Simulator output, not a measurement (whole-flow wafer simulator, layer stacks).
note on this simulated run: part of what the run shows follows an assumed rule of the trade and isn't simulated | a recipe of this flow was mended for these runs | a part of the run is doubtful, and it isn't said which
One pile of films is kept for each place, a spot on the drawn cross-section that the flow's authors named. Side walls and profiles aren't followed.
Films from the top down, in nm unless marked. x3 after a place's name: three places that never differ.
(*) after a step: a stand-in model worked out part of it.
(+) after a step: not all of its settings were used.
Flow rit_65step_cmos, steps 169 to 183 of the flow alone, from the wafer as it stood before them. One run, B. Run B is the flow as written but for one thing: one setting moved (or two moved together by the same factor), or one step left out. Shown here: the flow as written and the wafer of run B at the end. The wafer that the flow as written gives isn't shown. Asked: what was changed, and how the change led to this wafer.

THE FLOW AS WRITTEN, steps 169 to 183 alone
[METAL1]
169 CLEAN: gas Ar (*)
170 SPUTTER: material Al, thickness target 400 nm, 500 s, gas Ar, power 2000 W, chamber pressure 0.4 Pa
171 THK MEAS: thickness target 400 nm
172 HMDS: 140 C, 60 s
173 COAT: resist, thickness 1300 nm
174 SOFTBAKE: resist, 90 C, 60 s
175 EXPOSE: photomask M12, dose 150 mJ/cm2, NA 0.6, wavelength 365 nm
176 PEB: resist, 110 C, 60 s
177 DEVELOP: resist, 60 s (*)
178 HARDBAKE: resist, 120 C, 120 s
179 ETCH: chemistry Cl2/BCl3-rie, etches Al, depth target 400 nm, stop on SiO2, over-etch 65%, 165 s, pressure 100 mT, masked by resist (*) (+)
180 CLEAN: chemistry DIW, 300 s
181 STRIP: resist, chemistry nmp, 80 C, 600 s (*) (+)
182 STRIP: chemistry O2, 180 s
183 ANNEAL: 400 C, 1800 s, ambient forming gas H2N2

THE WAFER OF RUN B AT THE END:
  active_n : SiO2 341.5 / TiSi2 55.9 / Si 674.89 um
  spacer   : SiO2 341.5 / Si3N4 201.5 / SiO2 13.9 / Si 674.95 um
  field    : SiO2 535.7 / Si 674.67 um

The cause: step 170, SPUTTER: thickness target 250 nm was run, where the flow has thickness target 400 nm; step 170, SPUTTER: 310 s was run, where the flow has 500 s.

How the change led to this, step by step:
  170 SPUTTER: material Al, thickness target 400 nm, 500 s, gas Ar, power 2000 W, chamber pressure 0.4 Pa
      field, field_pw, field_nw and 10 more: Al +250 (new film) (as written it would be: Al +400 (new film))
      contact: Al +164.5 (new film) (as written it would be: Al +255.4 (new film))
  173 COAT: resist, thickness 1300 nm
      contact: resist +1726 (new film) (as written it would be: resist +1785.1 (new film))
  176 PEB: resist, 110 C, 60 s
      contact: resist -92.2 (as written it would be: resist -95.5)
  178 HARDBAKE: resist, 120 C, 120 s
      contact: resist -59.8 (as written it would be: resist -62.1)
  179 ETCH: chemistry Cl2/BCl3-rie, etches Al, depth target 400 nm, stop on SiO2, over-etch 65%, 165 s, pressure 100 mT, masked by resist (*) (+)
      field, field_pw, field_nw and 9 more: Al -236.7 (all of it), SiO2 -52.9 (as written it would be: Al -386.7 (all of it), SiO2 -34.2)
  181 STRIP: resist, chemistry nmp, 80 C, 600 s (*) (+)
      contact: resist -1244 (all of it) (as written it would be: resist -1297.5 (all of it))
